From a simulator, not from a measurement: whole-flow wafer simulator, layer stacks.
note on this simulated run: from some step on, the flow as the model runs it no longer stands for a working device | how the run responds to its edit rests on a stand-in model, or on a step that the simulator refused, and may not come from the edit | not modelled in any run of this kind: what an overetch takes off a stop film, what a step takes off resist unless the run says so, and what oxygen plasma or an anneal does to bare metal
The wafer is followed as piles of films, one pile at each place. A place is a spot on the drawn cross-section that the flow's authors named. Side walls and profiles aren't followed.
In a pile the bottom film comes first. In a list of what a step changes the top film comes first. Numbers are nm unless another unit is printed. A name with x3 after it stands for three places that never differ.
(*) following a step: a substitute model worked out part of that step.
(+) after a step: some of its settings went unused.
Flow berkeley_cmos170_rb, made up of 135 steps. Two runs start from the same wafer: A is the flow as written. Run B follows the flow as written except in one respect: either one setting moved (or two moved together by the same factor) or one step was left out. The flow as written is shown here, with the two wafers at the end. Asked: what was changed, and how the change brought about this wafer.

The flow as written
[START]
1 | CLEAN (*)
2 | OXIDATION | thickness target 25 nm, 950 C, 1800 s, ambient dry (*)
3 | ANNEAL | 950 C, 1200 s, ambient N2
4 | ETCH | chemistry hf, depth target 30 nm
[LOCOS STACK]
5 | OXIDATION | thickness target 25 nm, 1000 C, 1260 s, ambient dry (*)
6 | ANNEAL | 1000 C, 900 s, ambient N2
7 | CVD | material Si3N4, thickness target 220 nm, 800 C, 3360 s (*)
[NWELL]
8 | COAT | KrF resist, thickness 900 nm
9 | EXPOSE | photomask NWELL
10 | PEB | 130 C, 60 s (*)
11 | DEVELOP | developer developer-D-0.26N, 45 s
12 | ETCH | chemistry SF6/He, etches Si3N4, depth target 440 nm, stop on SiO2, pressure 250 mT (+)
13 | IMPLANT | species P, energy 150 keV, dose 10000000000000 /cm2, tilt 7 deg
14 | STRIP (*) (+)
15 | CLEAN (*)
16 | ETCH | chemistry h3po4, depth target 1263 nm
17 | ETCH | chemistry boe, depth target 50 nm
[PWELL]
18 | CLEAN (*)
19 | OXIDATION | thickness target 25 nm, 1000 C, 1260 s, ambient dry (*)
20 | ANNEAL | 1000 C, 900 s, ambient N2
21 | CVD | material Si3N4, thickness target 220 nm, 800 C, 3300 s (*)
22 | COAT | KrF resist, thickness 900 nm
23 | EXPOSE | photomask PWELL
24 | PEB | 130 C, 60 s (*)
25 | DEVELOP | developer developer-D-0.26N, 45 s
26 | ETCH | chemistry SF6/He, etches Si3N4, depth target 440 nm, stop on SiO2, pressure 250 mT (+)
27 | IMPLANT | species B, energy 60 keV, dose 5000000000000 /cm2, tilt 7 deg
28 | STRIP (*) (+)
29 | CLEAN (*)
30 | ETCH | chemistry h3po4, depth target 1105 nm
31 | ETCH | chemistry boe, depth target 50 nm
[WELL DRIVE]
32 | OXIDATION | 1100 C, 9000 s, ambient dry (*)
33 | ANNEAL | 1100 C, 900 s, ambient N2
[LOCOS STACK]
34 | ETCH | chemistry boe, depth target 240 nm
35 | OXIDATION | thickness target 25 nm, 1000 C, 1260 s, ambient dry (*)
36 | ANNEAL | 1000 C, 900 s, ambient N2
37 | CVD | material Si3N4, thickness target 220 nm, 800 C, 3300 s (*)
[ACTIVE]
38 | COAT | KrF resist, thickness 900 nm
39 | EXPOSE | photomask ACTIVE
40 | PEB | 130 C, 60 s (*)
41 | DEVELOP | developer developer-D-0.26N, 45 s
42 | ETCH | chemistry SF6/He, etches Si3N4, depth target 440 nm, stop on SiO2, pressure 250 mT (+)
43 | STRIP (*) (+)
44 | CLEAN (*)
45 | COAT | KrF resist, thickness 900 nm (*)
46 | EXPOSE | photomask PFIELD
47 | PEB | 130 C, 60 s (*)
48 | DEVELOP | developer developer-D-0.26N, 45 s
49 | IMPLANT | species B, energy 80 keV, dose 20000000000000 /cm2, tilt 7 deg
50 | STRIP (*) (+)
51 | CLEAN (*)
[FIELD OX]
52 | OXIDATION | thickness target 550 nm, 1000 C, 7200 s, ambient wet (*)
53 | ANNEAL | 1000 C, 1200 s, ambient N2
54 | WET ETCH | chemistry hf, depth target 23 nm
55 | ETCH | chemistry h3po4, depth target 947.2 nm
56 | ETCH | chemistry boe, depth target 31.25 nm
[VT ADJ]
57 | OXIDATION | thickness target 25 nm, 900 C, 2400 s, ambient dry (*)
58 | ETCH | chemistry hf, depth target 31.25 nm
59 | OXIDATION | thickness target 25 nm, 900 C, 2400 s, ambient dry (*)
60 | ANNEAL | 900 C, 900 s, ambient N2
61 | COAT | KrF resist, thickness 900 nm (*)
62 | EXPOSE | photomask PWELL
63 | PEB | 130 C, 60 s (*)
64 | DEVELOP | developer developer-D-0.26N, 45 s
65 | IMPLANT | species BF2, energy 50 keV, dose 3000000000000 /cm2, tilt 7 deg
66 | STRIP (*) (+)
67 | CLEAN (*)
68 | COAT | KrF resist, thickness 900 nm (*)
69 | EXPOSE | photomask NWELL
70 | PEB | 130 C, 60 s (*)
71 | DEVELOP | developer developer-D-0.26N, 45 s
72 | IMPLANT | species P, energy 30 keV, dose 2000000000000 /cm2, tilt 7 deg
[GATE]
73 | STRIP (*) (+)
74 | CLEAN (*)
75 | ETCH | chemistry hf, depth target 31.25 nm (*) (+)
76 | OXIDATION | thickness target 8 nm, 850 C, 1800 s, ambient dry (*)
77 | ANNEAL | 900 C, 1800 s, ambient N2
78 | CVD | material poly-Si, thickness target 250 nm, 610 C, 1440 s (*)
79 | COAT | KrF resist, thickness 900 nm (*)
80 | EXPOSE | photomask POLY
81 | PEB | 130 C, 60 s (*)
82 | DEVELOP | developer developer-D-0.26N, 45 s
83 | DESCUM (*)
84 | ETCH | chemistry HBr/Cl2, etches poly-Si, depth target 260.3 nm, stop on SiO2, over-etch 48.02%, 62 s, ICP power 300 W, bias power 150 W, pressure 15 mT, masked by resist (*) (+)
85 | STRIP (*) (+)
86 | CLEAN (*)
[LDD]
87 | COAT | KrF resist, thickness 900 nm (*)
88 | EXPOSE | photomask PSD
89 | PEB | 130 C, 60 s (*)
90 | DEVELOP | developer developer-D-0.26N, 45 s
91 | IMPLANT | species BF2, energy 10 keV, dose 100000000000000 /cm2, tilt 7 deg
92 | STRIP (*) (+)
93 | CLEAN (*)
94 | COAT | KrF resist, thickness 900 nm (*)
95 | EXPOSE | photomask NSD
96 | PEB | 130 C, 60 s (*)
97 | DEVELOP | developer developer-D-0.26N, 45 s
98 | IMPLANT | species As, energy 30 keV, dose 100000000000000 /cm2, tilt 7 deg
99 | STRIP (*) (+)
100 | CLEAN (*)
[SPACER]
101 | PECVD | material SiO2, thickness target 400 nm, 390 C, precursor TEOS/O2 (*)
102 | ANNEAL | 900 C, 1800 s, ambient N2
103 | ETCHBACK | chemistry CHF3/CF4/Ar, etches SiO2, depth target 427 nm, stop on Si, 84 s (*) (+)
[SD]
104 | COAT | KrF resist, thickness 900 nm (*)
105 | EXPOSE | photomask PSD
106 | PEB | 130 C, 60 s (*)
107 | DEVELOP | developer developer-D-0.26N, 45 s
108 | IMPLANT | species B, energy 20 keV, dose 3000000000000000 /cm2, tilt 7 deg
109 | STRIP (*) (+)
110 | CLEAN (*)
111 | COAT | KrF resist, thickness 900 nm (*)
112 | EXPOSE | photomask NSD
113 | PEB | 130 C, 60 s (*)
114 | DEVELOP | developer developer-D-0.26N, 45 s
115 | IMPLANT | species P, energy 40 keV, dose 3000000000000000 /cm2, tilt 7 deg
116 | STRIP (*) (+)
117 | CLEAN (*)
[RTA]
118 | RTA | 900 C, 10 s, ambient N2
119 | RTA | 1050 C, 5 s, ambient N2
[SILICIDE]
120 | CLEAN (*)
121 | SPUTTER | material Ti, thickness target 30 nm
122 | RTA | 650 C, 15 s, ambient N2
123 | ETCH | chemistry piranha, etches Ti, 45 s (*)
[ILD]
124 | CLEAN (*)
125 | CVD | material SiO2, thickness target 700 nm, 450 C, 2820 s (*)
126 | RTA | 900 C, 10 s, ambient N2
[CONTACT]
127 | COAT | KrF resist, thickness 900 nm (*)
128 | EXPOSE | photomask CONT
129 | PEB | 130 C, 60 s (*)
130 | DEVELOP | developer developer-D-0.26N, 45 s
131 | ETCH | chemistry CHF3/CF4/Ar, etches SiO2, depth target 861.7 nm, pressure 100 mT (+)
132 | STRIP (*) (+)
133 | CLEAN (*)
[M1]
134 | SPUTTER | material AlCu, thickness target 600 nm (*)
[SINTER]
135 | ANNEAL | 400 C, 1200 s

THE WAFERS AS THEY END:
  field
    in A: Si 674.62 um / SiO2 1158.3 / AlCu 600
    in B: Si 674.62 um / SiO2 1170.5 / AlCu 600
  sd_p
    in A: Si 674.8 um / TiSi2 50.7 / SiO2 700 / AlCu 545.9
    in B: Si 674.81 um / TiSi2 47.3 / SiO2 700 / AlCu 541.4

Cause: step 58, ETCH: depth target 19 nm was run, while the flow as written has depth target 31.25 nm.

The path from the change to this, step by step:
  58 | ETCH | chemistry hf, depth target 31.25 nm
      field: A -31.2 SiO2 | B -19 SiO2
  121 | SPUTTER | material Ti, thickness target 30 nm
      sd_p: A +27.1 Ti (new film) | B +25.3 Ti (new film)
  122 | RTA | 650 C, 15 s, ambient N2
      sd_p: A -21.1 Ti, +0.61 TiSi first (new film), +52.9 TiSi2 C49 (new film), -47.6 Si | B -19.8 Ti, +50.3 TiSi2 C49 (new film), -44.9 Si
  126 | RTA | 900 C, 10 s, ambient N2
      sd_p: A under 1 film: +50.7 TiSi2 (new film), -0.61 TiSi first (all of it), -52.9 TiSi2 C49 (all of it), -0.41 Si | B under 1 film: +47.3 TiSi2 (new film), -50.3 TiSi2 C49 (all of it)
